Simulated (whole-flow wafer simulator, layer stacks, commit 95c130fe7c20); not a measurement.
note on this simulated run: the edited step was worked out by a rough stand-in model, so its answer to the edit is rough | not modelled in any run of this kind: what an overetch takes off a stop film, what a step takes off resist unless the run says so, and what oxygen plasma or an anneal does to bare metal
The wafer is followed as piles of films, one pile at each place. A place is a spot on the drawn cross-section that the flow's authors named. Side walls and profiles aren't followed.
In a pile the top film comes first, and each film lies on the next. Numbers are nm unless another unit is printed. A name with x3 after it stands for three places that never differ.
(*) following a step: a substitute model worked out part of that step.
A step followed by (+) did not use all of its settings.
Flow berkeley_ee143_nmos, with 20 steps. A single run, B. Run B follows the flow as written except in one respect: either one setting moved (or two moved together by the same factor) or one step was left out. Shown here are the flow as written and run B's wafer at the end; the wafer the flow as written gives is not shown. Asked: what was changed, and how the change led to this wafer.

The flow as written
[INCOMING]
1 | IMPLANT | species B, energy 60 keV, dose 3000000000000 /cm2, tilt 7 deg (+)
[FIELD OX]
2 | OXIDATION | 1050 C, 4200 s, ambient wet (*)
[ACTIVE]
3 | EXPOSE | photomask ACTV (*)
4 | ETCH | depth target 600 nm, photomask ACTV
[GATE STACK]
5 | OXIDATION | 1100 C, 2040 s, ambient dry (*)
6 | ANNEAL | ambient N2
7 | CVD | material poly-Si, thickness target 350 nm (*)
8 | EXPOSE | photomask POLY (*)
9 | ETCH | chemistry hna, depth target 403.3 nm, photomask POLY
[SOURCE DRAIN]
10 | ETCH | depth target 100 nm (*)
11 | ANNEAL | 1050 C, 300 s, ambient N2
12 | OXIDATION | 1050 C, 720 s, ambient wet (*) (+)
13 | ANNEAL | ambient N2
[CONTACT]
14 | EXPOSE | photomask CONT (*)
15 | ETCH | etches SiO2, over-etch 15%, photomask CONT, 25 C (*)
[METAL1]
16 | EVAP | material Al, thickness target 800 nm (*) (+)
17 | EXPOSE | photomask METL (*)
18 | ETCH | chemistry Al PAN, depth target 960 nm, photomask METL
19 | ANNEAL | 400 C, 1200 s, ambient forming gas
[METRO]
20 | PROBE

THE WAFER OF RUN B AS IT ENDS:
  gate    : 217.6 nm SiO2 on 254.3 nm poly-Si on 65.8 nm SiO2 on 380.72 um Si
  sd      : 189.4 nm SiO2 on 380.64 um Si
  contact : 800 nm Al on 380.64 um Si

The reason: step 5, OXIDATION: 1479 s was run, whereas the flow has 2040 s.

The path from the change to this, step by step:
  5 | OXIDATION | 1100 C, 2040 s, ambient dry (*)
      gate, sd, contact: +65.8 SiO2 (new film), -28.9 Si (in the flow as written it would be: +79.7 SiO2 (new film), -35.1 Si)
      field: +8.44 SiO2, -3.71 Si (in the flow as written it would be: +11.6 SiO2, -5.1 Si)
  10 | ETCH | depth target 100 nm (*)
      sd, contact: -65.8 SiO2 (all of it) (in the flow as written it would be: -79.7 SiO2 (all of it))
